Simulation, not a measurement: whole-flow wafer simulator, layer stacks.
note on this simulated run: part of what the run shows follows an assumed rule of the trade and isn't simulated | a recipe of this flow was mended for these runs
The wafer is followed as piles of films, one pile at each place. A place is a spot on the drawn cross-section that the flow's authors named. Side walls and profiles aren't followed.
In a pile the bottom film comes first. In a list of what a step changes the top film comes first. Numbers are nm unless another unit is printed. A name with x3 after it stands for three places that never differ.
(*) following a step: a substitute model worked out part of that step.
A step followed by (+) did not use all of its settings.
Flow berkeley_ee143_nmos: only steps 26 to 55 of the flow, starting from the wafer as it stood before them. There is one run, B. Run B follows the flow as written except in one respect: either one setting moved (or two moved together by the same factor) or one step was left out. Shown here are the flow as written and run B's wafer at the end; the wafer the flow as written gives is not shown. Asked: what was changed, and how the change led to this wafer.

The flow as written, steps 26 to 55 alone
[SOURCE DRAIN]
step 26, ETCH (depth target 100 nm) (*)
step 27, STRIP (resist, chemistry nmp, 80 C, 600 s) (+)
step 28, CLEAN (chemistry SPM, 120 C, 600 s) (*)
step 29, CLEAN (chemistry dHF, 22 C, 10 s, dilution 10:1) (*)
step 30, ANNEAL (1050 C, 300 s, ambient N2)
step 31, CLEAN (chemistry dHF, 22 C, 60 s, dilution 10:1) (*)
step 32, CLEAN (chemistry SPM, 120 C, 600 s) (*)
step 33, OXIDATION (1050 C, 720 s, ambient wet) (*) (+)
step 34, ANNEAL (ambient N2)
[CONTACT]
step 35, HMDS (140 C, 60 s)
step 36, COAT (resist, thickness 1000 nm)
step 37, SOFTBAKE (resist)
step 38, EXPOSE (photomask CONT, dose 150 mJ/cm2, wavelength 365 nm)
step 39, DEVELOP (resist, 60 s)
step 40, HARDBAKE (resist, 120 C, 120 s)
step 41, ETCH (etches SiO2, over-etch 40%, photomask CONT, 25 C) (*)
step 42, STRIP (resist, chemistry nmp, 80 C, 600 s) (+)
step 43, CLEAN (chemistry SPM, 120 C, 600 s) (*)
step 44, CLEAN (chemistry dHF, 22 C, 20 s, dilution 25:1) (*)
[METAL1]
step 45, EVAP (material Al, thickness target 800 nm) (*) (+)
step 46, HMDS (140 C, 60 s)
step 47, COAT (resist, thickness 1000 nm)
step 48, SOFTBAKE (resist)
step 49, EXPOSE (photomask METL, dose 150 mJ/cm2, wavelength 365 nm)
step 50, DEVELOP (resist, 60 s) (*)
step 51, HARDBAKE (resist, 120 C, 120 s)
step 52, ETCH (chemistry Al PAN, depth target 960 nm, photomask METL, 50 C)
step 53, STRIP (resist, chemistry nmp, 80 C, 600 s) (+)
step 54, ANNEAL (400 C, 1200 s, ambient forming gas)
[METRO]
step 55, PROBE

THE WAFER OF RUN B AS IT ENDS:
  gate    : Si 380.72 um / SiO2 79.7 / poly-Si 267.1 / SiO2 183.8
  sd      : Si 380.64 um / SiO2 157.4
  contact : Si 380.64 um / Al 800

The reason: step 33, OXIDATION: 576 s was run, whereas the flow has 720 s.

Step by step, how the change led to this:
  step 33, OXIDATION (1050 C, 720 s, ambient wet) (*) (+)
      sd, contact: +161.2 SiO2 (new film), -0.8 chemical SiO2 (all of it), -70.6 Si (it would be, as written: +189.4 SiO2 (new film), -0.8 chemical SiO2 (all of it), -83 Si)
      gate: +187.6 SiO2 (new film), -0.8 chemical SiO2 (all of it), -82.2 poly-Si (it would be, as written: +217.6 SiO2 (new film), -0.8 chemical SiO2 (all of it), -95.4 poly-Si)
      (also at 1 further place)
  step 41, ETCH (etches SiO2, over-etch 40%, photomask CONT, 25 C) (*)
      contact: -161.2 SiO2 (all of it) (it would be, as written: -189.4 SiO2 (all of it))
